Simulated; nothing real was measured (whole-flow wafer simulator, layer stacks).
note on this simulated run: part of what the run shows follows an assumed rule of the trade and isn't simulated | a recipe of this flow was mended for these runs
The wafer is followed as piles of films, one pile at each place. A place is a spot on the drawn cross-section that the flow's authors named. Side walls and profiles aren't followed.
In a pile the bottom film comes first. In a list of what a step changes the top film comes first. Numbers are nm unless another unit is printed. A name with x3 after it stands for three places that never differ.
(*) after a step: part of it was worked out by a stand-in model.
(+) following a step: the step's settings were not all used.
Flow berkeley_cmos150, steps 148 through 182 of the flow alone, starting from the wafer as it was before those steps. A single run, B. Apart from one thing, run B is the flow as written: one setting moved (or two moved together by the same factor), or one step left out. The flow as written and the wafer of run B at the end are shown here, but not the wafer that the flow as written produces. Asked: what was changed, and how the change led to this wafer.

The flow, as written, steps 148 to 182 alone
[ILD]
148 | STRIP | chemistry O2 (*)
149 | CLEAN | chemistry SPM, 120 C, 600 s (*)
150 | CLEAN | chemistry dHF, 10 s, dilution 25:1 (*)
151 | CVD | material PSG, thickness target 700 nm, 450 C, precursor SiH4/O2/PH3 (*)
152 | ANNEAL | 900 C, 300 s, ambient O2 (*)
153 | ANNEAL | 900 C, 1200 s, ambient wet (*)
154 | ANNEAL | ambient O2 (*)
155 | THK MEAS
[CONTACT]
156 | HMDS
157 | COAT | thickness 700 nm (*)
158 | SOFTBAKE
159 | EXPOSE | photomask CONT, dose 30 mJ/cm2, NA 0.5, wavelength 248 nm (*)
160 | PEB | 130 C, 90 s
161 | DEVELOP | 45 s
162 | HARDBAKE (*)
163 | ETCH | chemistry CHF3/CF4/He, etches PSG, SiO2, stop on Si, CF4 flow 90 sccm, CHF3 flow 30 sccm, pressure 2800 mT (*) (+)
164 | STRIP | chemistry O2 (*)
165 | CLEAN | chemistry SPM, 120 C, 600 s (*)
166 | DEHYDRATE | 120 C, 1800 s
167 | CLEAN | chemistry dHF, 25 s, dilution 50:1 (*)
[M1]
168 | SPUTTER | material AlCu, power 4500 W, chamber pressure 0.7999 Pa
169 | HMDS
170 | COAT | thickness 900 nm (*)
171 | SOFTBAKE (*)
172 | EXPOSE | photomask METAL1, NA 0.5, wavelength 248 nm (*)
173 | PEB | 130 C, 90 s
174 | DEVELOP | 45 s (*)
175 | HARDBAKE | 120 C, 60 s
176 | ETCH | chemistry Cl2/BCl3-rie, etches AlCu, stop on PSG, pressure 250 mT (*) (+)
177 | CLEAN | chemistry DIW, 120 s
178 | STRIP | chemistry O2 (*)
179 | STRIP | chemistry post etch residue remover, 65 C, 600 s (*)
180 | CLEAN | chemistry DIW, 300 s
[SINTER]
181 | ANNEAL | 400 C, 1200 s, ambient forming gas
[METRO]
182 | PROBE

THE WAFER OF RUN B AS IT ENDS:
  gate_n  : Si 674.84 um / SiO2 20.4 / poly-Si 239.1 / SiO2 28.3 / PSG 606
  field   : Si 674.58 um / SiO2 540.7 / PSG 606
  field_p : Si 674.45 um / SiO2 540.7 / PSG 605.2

Cause: step 150, CLEAN: chemistry dHF, 10 s, dilution 25:1 (*), was skipped.

Step by step, how the change led to this:
  153 | ANNEAL | 900 C, 1200 s, ambient wet (*)
      gate_n: -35 PSG, +28.3 SiO2 (new film), -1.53 chemical SiO2 (all of it), -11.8 poly-Si (as written it would have been: -35 PSG, +26.8 SiO2 (new film), -11.8 poly-Si)
      gate_p: -35 PSG, +28.3 SiO2 (new film), -1.52 chemical SiO2 (all of it), -11.8 poly-Si (as written it would have been: -35 PSG, +26.8 SiO2 (new film), -11.8 poly-Si)
  163 | ETCH | chemistry CHF3/CF4/He, etches PSG, SiO2, stop on Si, CF4 flow 90 sccm, CHF3 flow 30 sccm, pressure 2800 mT (*) (+)
      contact: -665 PSG (all of it), -40 SiO2 (all of it), -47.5 Si (as written it would have been: -665 PSG (all of it), -38.1 SiO2 (all of it), -47.5 Si)
